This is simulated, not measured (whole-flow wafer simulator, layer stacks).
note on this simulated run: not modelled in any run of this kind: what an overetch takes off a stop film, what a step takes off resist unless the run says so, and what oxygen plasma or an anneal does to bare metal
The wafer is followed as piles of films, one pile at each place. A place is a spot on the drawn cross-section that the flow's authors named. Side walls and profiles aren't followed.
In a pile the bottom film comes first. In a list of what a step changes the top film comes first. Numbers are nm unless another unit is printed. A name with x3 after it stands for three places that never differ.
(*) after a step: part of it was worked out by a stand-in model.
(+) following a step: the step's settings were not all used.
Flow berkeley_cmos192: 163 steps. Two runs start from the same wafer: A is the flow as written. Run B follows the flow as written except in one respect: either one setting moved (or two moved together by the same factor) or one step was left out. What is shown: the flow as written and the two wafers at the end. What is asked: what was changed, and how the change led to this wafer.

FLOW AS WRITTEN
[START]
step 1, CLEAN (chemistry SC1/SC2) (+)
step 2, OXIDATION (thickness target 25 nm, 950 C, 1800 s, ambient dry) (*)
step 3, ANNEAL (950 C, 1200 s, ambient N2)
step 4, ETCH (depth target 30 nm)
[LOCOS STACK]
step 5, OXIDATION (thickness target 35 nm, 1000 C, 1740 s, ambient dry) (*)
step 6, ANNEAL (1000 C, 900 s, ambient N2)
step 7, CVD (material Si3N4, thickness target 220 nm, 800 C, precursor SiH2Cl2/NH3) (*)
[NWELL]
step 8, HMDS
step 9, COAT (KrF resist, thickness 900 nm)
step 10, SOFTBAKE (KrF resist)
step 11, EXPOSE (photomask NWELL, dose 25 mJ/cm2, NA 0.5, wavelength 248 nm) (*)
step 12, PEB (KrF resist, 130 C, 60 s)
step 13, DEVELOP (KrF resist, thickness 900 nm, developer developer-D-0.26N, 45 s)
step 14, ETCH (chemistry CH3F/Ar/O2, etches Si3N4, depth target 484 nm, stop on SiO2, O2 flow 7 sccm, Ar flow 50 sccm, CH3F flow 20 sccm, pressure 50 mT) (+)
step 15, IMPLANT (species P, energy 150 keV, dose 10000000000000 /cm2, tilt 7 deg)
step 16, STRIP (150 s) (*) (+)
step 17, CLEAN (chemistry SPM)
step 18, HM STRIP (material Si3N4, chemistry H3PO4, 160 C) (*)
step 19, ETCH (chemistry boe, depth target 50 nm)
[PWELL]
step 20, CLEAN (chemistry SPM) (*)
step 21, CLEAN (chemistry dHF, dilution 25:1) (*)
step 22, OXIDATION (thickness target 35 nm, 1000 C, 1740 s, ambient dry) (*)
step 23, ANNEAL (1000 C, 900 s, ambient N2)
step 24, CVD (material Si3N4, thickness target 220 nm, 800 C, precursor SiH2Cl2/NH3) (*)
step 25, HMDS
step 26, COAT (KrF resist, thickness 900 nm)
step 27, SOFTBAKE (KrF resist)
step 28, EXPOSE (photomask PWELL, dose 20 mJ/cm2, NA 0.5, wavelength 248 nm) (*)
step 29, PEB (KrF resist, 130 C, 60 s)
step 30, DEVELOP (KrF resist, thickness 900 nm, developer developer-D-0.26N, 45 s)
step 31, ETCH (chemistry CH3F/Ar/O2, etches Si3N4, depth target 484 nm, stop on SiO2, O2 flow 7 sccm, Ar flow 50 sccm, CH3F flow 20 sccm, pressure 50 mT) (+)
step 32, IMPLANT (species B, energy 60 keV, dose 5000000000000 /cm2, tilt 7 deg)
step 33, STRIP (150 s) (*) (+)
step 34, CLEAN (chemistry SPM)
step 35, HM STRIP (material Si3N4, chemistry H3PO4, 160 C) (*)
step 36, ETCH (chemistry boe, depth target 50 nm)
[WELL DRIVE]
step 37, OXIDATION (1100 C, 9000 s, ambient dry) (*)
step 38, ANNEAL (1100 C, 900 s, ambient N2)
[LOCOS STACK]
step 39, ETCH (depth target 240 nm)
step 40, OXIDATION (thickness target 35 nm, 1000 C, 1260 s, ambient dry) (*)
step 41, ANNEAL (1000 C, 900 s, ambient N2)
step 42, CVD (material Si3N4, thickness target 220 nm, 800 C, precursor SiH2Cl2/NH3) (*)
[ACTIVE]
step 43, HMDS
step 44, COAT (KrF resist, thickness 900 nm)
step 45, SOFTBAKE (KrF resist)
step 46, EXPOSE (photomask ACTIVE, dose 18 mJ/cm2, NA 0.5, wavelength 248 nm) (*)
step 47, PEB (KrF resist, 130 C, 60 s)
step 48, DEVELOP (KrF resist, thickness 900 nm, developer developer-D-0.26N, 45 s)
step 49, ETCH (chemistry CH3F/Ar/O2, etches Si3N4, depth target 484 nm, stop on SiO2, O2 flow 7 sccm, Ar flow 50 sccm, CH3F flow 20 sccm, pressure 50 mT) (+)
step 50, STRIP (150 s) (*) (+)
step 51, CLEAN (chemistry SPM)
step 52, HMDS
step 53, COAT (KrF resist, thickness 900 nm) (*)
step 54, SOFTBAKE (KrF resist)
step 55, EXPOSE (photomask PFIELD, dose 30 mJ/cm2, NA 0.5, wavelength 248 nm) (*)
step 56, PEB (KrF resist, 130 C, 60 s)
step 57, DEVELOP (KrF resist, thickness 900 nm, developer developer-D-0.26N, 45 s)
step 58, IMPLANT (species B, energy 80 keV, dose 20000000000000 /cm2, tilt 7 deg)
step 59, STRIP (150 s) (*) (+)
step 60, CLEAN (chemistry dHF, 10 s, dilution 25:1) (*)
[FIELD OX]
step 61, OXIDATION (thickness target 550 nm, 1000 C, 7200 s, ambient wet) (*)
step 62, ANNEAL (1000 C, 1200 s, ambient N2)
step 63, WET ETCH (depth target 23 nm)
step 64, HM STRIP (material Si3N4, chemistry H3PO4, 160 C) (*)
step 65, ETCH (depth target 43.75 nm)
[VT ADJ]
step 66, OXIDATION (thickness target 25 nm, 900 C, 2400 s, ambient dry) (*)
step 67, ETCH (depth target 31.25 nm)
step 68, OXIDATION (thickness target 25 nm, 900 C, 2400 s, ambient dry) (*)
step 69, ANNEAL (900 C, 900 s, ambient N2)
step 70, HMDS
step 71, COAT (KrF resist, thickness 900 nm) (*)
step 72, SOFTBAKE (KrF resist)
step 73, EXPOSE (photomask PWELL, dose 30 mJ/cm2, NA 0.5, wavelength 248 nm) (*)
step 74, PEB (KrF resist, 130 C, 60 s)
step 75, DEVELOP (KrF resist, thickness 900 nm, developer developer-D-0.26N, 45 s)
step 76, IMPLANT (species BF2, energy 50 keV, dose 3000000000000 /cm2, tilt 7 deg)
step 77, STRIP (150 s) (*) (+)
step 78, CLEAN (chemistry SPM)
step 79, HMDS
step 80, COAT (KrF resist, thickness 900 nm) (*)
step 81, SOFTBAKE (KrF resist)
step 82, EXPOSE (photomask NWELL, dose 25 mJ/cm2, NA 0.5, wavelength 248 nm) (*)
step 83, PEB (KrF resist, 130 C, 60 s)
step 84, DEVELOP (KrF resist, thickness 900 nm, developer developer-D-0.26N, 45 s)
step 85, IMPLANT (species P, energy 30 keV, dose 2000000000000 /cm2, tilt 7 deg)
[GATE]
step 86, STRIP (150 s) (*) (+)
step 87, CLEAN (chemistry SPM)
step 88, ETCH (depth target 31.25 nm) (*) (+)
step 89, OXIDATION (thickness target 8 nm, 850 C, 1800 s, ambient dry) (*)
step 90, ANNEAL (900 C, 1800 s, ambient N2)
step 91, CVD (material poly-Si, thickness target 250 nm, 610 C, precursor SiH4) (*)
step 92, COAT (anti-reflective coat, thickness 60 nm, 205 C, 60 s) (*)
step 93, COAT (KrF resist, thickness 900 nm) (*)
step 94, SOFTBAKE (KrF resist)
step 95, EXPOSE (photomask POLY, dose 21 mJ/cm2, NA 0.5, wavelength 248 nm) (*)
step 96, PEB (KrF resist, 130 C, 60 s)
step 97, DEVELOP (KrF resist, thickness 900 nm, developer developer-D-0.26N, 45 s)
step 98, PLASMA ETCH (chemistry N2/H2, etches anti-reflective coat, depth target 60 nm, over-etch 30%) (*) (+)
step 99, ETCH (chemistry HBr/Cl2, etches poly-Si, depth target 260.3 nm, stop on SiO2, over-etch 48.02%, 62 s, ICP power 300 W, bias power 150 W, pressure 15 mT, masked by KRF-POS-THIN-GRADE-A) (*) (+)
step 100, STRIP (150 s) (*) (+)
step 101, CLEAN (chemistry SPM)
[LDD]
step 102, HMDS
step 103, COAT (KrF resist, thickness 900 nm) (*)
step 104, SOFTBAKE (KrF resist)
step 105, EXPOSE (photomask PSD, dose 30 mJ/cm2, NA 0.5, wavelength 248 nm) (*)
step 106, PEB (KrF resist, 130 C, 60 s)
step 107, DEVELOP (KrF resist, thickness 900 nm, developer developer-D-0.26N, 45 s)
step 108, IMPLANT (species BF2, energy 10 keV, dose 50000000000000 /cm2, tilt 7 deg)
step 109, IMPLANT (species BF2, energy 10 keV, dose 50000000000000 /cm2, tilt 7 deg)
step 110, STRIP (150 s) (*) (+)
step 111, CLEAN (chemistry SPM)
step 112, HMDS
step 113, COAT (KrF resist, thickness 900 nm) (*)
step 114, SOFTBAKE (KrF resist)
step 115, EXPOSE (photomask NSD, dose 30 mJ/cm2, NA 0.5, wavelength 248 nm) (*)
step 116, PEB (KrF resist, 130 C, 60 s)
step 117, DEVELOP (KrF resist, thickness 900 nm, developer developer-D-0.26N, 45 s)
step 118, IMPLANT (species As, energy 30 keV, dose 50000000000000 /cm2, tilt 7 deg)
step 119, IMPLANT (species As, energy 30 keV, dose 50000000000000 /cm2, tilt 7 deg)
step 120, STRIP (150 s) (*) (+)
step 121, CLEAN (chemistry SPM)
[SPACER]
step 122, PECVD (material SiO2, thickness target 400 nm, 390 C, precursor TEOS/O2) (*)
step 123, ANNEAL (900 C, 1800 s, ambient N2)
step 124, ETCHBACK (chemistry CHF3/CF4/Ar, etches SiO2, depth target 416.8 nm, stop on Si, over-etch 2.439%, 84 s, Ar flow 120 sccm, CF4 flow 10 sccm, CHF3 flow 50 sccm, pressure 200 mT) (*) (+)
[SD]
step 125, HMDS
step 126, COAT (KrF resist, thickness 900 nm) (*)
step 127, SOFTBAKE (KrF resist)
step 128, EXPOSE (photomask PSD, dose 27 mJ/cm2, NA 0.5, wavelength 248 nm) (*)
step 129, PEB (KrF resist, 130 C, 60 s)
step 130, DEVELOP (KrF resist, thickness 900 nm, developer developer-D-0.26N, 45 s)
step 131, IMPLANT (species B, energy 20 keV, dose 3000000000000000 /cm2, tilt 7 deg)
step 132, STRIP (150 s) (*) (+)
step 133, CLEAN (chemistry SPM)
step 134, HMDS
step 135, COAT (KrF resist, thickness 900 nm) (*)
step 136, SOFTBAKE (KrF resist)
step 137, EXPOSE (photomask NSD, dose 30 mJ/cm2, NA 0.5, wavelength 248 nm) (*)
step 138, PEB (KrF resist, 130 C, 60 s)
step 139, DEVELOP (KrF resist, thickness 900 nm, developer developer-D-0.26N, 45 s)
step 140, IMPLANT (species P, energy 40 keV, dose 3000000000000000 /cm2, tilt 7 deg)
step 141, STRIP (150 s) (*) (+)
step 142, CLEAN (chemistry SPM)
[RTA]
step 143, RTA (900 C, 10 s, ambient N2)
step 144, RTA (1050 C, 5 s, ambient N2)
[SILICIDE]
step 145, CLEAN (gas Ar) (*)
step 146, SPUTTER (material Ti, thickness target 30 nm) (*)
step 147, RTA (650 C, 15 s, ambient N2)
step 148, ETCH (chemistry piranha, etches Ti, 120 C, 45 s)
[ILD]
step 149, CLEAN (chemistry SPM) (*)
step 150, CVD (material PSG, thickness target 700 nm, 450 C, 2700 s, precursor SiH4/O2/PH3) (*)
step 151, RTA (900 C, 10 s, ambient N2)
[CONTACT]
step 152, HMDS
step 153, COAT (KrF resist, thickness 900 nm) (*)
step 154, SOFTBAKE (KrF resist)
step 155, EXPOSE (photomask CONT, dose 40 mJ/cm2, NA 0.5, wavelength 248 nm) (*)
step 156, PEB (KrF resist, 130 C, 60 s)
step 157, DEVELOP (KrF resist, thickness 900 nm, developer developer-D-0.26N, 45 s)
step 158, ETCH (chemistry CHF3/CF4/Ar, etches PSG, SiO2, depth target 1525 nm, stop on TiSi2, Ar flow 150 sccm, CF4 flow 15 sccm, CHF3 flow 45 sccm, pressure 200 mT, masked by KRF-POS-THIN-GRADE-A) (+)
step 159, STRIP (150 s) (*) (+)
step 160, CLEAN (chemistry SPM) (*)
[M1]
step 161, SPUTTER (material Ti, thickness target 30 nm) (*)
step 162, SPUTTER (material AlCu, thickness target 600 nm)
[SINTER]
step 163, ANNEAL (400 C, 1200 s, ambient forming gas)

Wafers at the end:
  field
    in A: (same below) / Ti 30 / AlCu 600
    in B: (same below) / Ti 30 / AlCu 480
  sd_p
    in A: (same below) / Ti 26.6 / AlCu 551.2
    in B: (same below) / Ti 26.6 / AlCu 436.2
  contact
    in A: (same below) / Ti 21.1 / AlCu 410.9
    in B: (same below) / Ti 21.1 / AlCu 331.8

What caused this: step 162, SPUTTER: thickness target 480 nm was run, whereas the flow has thickness target 600 nm.
One can read it off the wafer: field has AlCu 480, and step 162 as written asks for 600 nm.

The path from the change to this, step by step:
  step 162, SPUTTER (material AlCu, thickness target 600 nm)
      field, sd_n, spacer_n, gate, spacer_p, gate_p, m1: A AlCu gains 600 (new film) | B AlCu gains 480 (new film)
      sd_p: A AlCu gains 551.2 (new film) | B AlCu gains 436.2 (new film)
      (also at 1 further place)
